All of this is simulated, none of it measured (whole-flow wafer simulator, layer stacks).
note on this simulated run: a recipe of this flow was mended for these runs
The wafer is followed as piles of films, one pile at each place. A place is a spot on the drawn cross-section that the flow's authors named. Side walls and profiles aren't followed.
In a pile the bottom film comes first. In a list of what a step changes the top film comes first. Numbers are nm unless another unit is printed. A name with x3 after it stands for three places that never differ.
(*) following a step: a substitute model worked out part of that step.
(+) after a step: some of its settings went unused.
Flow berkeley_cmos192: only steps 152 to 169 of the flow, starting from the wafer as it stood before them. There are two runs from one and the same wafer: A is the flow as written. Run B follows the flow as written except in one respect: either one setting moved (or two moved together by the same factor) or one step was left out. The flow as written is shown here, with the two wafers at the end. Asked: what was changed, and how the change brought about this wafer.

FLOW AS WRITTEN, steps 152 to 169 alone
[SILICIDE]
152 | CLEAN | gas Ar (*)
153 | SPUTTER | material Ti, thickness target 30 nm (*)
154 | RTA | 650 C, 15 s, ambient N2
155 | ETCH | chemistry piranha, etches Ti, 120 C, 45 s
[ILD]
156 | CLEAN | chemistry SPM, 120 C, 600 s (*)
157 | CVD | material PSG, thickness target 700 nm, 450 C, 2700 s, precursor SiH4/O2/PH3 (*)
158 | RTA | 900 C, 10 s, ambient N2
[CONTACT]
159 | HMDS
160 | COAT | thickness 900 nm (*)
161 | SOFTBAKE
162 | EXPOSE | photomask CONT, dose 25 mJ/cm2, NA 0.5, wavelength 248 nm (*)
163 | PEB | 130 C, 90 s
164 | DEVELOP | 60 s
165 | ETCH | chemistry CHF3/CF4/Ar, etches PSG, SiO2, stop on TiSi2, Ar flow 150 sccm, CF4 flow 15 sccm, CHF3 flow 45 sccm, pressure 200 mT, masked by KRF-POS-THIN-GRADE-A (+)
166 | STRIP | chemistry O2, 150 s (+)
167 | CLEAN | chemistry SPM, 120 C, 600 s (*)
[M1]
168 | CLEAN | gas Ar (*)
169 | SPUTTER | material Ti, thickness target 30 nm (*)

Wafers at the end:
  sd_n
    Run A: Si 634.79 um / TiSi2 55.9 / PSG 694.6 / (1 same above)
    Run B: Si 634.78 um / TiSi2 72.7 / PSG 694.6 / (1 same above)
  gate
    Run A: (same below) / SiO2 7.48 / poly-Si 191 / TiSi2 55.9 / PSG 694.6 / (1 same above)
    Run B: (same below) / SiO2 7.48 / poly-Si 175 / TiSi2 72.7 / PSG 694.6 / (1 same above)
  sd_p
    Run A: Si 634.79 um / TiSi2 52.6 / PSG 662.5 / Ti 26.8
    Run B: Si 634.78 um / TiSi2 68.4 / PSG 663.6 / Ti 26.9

Cause: step 153, SPUTTER: thickness target 39 nm was run, while the flow as written has thickness target 30 nm.

The path from the change to this, step by step:
  153 | SPUTTER | material Ti, thickness target 30 nm (*)
      field, sd_n, spacer_n, gate, spacer_p, gate_p, contact, m1: A Ti gains 30 (new film) | B Ti gains 39 (new film)
      sd_p: A Ti gains 28.2 (new film) | B Ti gains 36.7 (new film)
  154 | RTA | 650 C, 15 s, ambient N2
      sd_n, contact, m1: A Ti loses 23.4, TiSi first gains 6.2 (new film), TiSi2 C49 gains 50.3 (new film), Si loses 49 | B Ti loses 30.4, TiSi first gains 25.8 (new film), TiSi2 C49 gains 39.1 (new film), Si loses 51.9
      gate, gate_p: A Ti loses 23.4, TiSi first gains 6.2 (new film), TiSi2 C49 gains 50.3 (new film), poly-Si loses 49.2 | B Ti loses 30.4, TiSi first gains 25.8 (new film), TiSi2 C49 gains 39.1 (new film), poly-Si loses 52.1
      (also at 1 further place)
  155 | ETCH | chemistry piranha, etches Ti, 120 C, 45 s
      sd_n, gate, gate_p, contact, m1: A Ti loses 6.6 (all of it), TiSi first loses 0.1 | B Ti loses 8.58 (all of it), TiSi first loses 0.1
      field, spacer_n, spacer_p: A Ti loses 30 (all of it) | B Ti loses 39 (all of it)
      (also at 1 further place)
  158 | RTA | 900 C, 10 s, ambient N2
      sd_n, contact, m1: A under 1 film: TiSi2 gains 55.9 (new film), TiSi first loses 6.09 (all of it), TiSi2 C49 loses 50.3 (all of it), Si loses 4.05 | B under 1 film: TiSi2 gains 72.7 (new film), TiSi first loses 25.7 (all of it), TiSi2 C49 loses 39.1 (all of it), Si loses 17
      gate, gate_p: A under 1 film: TiSi2 gains 55.9 (new film), TiSi first loses 6.09 (all of it), TiSi2 C49 loses 50.3 (all of it), poly-Si loses 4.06 | B under 1 film: TiSi2 gains 72.7 (new film), TiSi first loses 25.7 (all of it), TiSi2 C49 loses 39.1 (all of it), poly-Si loses 17.1
      (also at 1 further place)
